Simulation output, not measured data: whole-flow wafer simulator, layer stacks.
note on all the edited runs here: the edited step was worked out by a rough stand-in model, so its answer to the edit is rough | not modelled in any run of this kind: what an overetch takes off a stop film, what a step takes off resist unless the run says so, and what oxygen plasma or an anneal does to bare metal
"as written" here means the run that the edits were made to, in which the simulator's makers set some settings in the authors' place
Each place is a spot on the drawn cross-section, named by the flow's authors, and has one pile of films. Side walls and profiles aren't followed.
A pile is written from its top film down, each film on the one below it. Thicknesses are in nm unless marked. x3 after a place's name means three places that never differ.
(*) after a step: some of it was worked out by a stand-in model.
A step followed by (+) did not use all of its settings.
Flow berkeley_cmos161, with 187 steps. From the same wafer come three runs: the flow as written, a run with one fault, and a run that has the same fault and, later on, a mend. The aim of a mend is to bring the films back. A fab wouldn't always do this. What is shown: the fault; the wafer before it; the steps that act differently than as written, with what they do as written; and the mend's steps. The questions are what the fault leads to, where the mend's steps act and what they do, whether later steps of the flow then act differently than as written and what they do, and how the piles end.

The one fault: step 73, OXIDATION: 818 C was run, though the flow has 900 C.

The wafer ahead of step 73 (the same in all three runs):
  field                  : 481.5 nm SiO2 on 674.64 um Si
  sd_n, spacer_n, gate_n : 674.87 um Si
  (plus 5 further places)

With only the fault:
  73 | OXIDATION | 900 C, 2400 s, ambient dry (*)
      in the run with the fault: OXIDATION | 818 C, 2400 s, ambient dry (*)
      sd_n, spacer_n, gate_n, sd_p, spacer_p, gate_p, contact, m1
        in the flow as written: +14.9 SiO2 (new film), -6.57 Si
        in the run with the fault: +6.34 SiO2 (new film), -2.79 Si
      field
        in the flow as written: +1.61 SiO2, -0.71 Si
        in the run with the fault: +0.33 SiO2, -0.14 Si
  Steps further on in the flow that do not act as written (not shown: 44 more steps that differ only slightly, by at most 2% or 0.5 nm, whichever is larger):
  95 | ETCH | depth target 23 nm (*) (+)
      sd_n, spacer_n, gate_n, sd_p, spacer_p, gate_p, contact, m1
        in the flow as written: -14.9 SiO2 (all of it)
        in the run with the fault: -6.34 SiO2 (all of it)
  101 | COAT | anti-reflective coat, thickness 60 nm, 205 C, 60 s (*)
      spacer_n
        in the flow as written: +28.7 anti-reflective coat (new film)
        in the run with the fault: +29.6 anti-reflective coat (new film)
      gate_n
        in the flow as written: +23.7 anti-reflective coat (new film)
        in the run with the fault: +24.6 anti-reflective coat (new film)
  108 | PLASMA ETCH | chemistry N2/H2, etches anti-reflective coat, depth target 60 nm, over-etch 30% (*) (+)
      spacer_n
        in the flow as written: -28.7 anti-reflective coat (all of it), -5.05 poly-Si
        in the run with the fault: -29.6 anti-reflective coat (all of it), -4.92 poly-Si
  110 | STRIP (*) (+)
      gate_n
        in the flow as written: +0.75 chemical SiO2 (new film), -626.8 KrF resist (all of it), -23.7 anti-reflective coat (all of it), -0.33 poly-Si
        in the run with the fault: +0.75 chemical SiO2 (new film), -624 KrF resist (all of it), -24.6 anti-reflective coat (all of it), -0.33 poly-Si
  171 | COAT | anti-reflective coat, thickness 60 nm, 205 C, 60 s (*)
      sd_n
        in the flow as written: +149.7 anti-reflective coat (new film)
        in the run with the fault: +146 anti-reflective coat (new film)
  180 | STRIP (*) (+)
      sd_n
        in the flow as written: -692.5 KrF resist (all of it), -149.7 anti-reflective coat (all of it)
        in the run with the fault: -693 KrF resist (all of it), -146 anti-reflective coat (all of it)
  At the end the piles are close to the flow's at the places that both follow, differing by at most 2% or 0.5 nm, whichever is larger.

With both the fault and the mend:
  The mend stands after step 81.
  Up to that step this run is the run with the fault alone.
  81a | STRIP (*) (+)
      sd_p
        -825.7 KrF resist (all of it)
      spacer_p
        -807.7 KrF resist (all of it)
      gate_p
        -806.6 KrF resist (all of it)
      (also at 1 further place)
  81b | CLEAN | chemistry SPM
      alters no film at any place that is followed
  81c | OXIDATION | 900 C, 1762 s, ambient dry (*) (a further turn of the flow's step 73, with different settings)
      sd_n, spacer_n, gate_n, sd_p, spacer_p, gate_p, contact, m1
        +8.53 SiO2, -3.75 Si
      field
        +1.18 SiO2, -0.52 Si
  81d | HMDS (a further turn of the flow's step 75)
      alters no film at any place that is followed
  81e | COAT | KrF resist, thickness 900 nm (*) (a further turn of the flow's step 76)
      field
        +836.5 KrF resist (new film)
      sd_n
        +1024.5 KrF resist (new film)
      spacer_n
        +984.7 KrF resist (new film)
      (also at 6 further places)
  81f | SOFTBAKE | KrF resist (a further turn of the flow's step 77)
      alters no film at any place that is followed
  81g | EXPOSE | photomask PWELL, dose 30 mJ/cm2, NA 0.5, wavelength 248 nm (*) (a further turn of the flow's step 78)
      alters no film at any place that is followed
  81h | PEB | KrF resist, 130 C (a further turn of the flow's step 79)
      sd_n, m1
        -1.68 KrF resist
      spacer_n, gate_n
        -1.61 KrF resist
      spacer_p, gate_p
        -1.6 KrF resist
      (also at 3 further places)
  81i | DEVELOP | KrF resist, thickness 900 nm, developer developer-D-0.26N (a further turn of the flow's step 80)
      sd_p, spacer_p, gate_p, m1
        -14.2 KrF resist
      field
        -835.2 KrF resist (all of it)
      sd_n
        -1022.8 KrF resist (all of it)
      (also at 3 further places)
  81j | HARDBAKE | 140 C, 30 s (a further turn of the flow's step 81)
      sd_p
        -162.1 KrF resist
      spacer_p
        -158.7 KrF resist
      gate_p
        -158.5 KrF resist
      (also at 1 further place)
  Later steps of the flow that are run all act as written at every place that is followed, up to a difference of at most 2% or 0.5 nm, whichever is larger.
  At the end the piles are close to the flow's at the places that both follow, differing by at most 2% or 0.5 nm, whichever is larger.
